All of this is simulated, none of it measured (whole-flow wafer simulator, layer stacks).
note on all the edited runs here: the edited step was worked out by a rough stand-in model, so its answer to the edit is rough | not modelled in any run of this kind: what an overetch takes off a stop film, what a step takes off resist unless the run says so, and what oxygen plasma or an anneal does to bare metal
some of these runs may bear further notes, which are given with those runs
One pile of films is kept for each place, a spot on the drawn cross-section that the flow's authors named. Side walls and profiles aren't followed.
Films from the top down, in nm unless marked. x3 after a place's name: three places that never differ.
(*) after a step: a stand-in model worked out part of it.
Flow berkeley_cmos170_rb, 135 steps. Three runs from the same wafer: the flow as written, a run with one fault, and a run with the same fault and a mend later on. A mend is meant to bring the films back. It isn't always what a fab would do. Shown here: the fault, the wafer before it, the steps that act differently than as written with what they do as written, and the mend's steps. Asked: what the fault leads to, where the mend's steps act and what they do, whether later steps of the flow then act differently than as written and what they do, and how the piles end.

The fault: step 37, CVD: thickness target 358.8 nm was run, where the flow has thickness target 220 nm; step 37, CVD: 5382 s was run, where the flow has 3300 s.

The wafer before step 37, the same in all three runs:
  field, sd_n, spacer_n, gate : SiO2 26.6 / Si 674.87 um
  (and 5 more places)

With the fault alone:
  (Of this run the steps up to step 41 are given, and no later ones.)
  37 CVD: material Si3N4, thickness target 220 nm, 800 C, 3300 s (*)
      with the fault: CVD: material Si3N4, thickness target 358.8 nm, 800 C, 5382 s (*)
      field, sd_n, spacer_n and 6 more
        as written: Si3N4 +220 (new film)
        with the fault: Si3N4 +358.8 (new film)
  No later step of the flow up to step 41 acts differently than as written at any place that is followed.
  After step 41 the piles differ from the flow's by more than 2% or 0.5 nm, whichever is larger, at field, sd_n, spacer_n and 6 more.
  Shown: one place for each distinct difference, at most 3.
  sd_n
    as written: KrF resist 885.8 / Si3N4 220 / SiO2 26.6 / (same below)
    with the fault: KrF resist 885.8 / Si3N4 358.8 / SiO2 26.6 / (same below)
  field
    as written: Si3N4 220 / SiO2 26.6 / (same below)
    with the fault: Si3N4 358.8 / SiO2 26.6 / (same below)

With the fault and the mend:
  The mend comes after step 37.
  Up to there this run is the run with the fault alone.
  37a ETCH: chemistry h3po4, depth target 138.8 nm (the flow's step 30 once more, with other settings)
      field, sd_n, spacer_n and 6 more
        Si3N4 -138.8
  No later step of the flow acts differently than as written at any place that is followed.
  At the end the piles are the same as the flow's at every place that both follow.
